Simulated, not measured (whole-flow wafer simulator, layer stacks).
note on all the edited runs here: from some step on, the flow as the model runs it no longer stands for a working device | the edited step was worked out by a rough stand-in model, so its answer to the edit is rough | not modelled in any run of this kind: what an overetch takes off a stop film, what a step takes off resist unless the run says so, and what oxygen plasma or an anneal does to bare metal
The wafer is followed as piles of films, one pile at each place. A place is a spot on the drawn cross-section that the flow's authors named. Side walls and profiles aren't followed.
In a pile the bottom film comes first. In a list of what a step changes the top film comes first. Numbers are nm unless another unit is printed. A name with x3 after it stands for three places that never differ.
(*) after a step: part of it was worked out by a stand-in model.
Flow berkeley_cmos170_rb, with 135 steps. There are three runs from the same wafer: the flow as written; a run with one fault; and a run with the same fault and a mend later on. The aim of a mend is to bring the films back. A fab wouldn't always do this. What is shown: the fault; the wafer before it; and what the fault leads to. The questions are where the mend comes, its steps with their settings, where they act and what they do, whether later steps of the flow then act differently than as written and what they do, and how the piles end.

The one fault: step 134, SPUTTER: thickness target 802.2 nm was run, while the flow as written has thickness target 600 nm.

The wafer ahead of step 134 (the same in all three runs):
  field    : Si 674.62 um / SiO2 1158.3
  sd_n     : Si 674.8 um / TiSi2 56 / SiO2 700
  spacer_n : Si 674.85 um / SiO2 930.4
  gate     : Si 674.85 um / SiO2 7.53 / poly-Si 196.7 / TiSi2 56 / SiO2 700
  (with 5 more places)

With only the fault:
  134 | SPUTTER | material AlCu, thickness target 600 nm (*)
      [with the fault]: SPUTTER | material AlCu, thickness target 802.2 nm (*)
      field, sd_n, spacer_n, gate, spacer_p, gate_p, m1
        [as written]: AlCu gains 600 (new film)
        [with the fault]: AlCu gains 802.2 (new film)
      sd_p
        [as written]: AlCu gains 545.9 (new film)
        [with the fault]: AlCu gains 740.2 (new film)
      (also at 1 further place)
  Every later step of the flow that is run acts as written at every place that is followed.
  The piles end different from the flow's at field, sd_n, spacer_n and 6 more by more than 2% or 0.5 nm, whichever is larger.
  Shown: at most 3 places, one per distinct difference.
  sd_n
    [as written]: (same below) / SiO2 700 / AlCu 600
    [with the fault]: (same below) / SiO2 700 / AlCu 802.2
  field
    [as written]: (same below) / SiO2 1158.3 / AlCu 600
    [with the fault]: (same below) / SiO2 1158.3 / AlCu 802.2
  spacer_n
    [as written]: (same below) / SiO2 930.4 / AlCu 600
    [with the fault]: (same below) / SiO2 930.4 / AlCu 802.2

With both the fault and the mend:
  The mend stands after step 134.
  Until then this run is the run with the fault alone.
  134a | ETCH | chemistry al pan, depth target 923 nm
      field, sd_n, spacer_n, gate, spacer_p, gate_p, m1
        AlCu loses 802.2 (all of it)
      sd_p
        AlCu loses 740.2 (all of it)
      contact
        AlCu loses 546.1 (all of it)
  134b | SPUTTER | material AlCu, thickness target 600 nm (*) (a further turn of the flow's step 134)
      field, sd_n, spacer_n, gate, spacer_p, gate_p, m1
        AlCu gains 600 (new film)
      sd_p
        AlCu gains 545.9 (new film)
      contact
        AlCu gains 415.1 (new film)
  Every later step of the flow that is run acts as written at every place that is followed.
  By the end, the piles equal the flow's at every place that both follow.
